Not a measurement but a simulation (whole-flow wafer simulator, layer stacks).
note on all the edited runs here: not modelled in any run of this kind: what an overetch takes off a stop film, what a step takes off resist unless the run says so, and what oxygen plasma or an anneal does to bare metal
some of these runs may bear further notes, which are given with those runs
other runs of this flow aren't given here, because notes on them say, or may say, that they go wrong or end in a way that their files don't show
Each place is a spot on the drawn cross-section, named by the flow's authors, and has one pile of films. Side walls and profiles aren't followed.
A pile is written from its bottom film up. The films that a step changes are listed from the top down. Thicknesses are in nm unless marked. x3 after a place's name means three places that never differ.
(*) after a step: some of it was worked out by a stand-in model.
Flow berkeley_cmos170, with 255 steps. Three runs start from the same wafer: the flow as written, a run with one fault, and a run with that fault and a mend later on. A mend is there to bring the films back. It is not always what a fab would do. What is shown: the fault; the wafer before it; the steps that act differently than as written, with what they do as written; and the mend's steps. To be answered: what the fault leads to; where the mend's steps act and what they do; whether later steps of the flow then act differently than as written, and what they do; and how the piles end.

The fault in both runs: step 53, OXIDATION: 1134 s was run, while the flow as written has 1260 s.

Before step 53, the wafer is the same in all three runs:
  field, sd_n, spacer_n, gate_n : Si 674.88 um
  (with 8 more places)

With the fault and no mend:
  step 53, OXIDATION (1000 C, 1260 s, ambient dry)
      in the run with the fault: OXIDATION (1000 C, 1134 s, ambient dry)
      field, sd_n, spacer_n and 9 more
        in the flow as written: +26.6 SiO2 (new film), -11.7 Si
        in the run with the fault: +25.1 SiO2 (new film), -11 Si
  Steps later in the flow that act otherwise than as written (46 other steps are not shown; they differ only slightly, by no more than 2% or 0.5 nm, whichever is larger):
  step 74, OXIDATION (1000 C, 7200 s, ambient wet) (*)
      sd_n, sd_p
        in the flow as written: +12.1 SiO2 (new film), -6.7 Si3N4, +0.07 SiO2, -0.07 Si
        in the run with the fault: +12.1 SiO2 (new film), -6.7 Si3N4
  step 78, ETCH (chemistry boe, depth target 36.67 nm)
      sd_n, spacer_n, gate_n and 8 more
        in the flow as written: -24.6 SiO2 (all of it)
        in the run with the fault: -23.1 SiO2 (all of it)
  When the end is reached, the piles differ only a little from the flow's at the places that both follow, at most by 2% or 0.5 nm, whichever is larger.

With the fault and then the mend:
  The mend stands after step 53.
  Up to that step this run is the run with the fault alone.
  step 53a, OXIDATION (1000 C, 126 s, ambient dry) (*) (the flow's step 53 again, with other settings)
      field, sd_n, spacer_n and 9 more
        +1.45 SiO2, -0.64 Si
  Every later step of the flow that is run acts as written at every place that is followed.
  The piles end the same as the flow's at every place that both follow.
